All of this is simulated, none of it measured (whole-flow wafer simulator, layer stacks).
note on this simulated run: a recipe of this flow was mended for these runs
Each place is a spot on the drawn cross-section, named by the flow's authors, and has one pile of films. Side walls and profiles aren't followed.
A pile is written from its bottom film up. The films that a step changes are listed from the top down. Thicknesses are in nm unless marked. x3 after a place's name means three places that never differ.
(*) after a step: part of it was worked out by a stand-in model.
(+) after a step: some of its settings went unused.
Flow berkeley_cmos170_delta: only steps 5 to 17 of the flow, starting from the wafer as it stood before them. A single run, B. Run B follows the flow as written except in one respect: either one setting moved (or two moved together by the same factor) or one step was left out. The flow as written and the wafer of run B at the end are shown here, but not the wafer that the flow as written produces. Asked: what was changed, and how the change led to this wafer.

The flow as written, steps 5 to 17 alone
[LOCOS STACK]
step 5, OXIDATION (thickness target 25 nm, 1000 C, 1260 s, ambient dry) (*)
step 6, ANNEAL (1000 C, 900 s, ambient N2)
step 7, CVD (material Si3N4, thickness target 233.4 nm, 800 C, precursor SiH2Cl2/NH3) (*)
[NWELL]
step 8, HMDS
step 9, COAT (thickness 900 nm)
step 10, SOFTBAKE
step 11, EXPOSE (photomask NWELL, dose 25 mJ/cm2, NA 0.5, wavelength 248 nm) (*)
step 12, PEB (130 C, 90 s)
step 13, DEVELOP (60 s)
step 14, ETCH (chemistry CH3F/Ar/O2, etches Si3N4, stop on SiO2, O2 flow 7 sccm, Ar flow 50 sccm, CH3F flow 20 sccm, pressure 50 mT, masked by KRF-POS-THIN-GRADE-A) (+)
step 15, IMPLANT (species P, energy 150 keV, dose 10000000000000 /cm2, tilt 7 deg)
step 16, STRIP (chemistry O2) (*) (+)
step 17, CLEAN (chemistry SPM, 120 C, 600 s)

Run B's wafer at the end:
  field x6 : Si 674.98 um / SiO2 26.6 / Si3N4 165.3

The reason: step 7, CVD: thickness target 165.3 nm was run, while the flow as written has thickness target 233.4 nm.
One can read it off the wafer: field x6 has Si3N4 165.3, and step 7 as written asks for 233.4 nm.

Step by step, how the change led to this:
  step 7, CVD (material Si3N4, thickness target 233.4 nm, 800 C, precursor SiH2Cl2/NH3) (*)
      field x6, sd_p x3: Si3N4 gains 165.3 (new film) (as written it would have been: Si3N4 gains 233.4 (new film))
  step 14, ETCH (chemistry CH3F/Ar/O2, etches Si3N4, stop on SiO2, O2 flow 7 sccm, Ar flow 50 sccm, CH3F flow 20 sccm, pressure 50 mT, masked by KRF-POS-THIN-GRADE-A) (+)
      field x6: KrF-resist loses 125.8 (as written it would have been: KrF-resist loses 171.2)
      sd_p x3: Si3N4 loses 165.3 (all of it), SiO2 loses 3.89 (as written it would have been: Si3N4 loses 233.4 (all of it), SiO2 loses 3.89)
  step 16, STRIP (chemistry O2) (*) (+)
      field x6: KrF-resist loses 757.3 (all of it) (as written it would have been: KrF-resist loses 711.9 (all of it))
